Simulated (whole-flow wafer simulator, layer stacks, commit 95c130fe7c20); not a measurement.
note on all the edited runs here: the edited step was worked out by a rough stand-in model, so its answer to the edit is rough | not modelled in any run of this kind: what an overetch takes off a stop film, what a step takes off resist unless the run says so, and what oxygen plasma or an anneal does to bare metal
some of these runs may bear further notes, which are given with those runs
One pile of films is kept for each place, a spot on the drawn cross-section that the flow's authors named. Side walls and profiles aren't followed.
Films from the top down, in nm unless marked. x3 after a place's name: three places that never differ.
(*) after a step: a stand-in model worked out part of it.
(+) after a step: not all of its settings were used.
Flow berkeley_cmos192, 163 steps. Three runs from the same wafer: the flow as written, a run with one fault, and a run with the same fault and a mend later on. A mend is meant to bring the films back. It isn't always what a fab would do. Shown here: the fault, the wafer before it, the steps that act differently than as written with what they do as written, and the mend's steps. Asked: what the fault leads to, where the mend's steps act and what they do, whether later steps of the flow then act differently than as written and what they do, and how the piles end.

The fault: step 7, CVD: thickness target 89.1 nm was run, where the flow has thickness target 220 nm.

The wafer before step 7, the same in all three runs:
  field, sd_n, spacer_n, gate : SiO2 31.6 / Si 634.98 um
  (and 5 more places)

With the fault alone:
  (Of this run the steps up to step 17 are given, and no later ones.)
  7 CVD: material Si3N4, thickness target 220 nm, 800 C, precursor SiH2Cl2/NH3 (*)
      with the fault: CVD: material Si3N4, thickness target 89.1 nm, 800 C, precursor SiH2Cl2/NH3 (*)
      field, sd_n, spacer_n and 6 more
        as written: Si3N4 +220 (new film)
        with the fault: Si3N4 +89.1 (new film)
  Later steps of the flow that act differently than as written:
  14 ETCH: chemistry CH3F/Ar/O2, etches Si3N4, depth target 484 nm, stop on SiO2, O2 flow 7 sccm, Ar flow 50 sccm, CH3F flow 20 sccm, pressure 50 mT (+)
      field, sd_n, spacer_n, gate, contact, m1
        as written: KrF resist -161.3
        with the fault: KrF resist -74.1
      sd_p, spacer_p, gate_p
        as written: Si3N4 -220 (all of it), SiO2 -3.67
        with the fault: Si3N4 -89.1 (all of it), SiO2 -3.67
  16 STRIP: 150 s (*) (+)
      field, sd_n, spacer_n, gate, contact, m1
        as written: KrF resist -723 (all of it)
        with the fault: KrF resist -810.3 (all of it)
  After step 17 the piles differ from the flow's by more than 2% or 0.5 nm, whichever is larger, at field, sd_n, spacer_n, gate, contact, m1.
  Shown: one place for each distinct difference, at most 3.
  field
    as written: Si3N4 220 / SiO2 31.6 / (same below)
    with the fault: Si3N4 89.1 / SiO2 31.6 / (same below)

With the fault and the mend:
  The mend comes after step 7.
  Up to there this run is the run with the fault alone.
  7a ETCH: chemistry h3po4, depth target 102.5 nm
      field, sd_n, spacer_n and 6 more
        Si3N4 -89.1 (all of it)
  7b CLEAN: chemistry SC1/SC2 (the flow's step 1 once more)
      changes no film at any place that is followed
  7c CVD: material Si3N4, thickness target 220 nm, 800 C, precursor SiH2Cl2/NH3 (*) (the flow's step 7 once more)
      field, sd_n, spacer_n and 6 more
        Si3N4 +220 (new film)
  No later step of the flow acts differently than as written at any place that is followed.
  At the end the piles are the same as the flow's at every place that both follow.
